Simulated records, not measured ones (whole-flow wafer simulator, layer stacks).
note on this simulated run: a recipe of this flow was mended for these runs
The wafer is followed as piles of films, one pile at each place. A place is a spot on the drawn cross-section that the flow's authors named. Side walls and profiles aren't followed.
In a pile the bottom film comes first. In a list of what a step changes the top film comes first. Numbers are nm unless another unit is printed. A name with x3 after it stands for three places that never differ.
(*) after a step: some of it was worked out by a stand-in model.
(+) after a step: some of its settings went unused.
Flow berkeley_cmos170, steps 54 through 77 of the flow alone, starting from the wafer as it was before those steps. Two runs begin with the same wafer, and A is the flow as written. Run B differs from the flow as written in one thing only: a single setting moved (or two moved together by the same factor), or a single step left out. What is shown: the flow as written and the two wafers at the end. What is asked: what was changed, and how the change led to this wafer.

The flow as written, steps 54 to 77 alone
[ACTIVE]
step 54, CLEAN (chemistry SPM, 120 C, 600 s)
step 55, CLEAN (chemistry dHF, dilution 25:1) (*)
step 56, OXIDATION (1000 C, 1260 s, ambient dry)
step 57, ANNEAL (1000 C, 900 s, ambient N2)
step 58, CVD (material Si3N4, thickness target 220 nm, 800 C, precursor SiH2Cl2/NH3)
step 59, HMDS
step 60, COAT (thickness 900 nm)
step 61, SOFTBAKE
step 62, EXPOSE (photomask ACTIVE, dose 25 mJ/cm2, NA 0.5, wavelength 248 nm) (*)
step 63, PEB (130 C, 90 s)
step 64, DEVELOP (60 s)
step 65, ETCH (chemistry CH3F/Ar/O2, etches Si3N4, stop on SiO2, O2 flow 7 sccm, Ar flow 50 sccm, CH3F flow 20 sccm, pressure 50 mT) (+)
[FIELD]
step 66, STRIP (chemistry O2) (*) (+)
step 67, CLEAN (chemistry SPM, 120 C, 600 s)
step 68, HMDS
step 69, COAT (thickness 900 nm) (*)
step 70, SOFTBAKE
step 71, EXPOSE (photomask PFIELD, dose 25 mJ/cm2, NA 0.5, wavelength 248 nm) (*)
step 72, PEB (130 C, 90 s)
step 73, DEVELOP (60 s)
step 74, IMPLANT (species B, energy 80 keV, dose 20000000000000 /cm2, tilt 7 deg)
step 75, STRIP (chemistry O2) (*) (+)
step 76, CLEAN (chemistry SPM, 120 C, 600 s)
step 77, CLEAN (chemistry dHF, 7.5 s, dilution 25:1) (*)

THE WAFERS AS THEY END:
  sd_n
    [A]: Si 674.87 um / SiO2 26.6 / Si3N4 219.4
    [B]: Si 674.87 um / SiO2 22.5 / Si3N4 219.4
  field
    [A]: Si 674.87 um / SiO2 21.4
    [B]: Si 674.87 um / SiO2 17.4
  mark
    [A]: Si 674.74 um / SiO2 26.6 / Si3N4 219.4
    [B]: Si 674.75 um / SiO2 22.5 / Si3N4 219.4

What caused this: step 56, OXIDATION: 984 C was run, whereas the flow has 1000 C.

Step by step, how the change led to this:
  step 56, OXIDATION (1000 C, 1260 s, ambient dry)
      field, mark, sd_n and 10 more: A +26.6 SiO2 (new film), -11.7 Si | B +22.5 SiO2 (new film), -9.92 Si
